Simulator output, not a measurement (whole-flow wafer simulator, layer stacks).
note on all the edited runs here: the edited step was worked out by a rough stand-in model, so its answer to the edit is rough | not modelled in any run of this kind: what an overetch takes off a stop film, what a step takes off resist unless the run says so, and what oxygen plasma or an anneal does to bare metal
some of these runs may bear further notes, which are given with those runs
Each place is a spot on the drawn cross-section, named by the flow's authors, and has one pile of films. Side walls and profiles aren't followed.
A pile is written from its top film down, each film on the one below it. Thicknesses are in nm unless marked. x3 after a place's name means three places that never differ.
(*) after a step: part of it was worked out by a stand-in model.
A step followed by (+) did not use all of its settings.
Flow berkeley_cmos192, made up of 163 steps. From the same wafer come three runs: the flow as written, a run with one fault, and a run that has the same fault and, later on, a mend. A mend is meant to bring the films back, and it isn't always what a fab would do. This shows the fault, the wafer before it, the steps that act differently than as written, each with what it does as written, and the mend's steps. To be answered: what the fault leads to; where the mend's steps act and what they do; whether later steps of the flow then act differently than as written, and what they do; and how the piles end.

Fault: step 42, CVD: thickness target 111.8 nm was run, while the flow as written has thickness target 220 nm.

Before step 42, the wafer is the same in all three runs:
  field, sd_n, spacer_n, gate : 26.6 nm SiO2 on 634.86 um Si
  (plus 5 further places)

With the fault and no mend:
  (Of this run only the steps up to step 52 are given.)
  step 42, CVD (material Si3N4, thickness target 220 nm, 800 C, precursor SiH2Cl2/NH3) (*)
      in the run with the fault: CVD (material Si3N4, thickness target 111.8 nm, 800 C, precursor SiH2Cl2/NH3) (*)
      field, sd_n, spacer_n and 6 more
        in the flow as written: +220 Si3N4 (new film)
        in the run with the fault: +111.8 Si3N4 (new film)
  Steps further on in the flow that do not act as written:
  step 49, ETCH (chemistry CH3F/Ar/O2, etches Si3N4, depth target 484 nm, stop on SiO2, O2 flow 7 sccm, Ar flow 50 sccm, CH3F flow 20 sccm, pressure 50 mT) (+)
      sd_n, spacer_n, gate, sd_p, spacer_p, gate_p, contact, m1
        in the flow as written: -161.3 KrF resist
        in the run with the fault: -89.2 KrF resist
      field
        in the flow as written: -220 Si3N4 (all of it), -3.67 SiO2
        in the run with the fault: -111.8 Si3N4 (all of it), -3.67 SiO2
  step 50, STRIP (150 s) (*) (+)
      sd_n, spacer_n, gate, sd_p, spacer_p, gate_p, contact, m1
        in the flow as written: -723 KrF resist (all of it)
        in the run with the fault: -795.2 KrF resist (all of it)
  Once step 52 is done, the piles at sd_n, spacer_n, gate, sd_p, spacer_p, gate_p, contact, m1 depart from the flow's by more than 2% or 0.5 nm, whichever is larger.
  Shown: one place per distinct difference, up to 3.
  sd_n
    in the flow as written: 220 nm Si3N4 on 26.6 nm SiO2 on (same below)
    in the run with the fault: 111.8 nm Si3N4 on 26.6 nm SiO2 on (same below)

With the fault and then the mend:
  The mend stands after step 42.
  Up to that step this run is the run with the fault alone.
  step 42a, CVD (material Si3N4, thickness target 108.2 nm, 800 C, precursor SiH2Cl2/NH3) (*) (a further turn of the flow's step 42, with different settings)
      field, sd_n, spacer_n and 6 more
        +108.2 Si3N4
  None of the later steps of the flow acts differently than as written at any place that is followed.
  The piles end the same as the flow's at every place that both follow.
